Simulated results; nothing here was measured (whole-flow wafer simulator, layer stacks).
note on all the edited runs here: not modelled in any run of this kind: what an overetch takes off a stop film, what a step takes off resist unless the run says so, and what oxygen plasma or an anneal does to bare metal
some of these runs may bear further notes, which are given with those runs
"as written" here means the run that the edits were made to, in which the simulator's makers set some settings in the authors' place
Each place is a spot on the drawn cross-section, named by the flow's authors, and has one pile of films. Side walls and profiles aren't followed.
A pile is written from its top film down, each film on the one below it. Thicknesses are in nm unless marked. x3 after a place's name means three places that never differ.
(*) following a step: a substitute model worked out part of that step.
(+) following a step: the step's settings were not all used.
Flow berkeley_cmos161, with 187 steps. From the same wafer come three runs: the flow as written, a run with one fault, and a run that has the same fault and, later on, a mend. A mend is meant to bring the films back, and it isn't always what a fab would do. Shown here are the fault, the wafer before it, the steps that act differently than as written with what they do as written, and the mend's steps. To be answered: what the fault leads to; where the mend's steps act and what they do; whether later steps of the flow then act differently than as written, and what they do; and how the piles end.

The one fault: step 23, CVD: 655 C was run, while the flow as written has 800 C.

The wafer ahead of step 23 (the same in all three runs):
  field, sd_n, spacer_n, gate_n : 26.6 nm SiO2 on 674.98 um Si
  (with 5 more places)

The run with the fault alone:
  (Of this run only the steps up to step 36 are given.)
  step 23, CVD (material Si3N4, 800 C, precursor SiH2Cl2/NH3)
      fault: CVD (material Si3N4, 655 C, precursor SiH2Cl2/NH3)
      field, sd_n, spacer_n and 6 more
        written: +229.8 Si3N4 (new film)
        fault: +16.6 Si3N4 (new film)
  Later steps of the flow acting differently than as written (1 other step is not shown; it differs only slightly, by no more than 2% or 0.5 nm, whichever is larger):
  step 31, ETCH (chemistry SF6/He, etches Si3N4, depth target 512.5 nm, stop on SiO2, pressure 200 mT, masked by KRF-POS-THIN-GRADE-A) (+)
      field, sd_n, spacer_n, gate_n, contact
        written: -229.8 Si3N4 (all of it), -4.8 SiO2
        fault: -16.6 Si3N4 (all of it), -4.8 SiO2
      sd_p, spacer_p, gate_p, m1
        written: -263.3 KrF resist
        fault: -31.6 KrF resist
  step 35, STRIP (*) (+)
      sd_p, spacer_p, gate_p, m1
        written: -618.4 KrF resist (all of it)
        fault: -850 KrF resist (all of it)
  Once step 36 is done, the piles at sd_p, spacer_p, gate_p, m1 depart from the flow's by more than 2% or 0.5 nm, whichever is larger.
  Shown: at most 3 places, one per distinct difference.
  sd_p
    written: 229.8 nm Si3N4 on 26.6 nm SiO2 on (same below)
    fault: 16.6 nm Si3N4 on 26.6 nm SiO2 on (same below)

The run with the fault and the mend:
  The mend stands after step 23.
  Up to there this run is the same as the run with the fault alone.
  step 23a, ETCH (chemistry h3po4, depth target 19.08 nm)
      field, sd_n, spacer_n and 6 more
        -16.6 Si3N4 (all of it)
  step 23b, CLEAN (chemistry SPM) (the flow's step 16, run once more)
      leaves every film unchanged at each place that is followed
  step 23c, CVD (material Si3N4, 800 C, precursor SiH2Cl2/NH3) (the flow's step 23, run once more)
      field, sd_n, spacer_n and 6 more
        +229.8 Si3N4 (new film)
  None of the later steps of the flow acts differently than as written at any place that is followed.
  At every place that both follow, the piles at the end match the flow's.
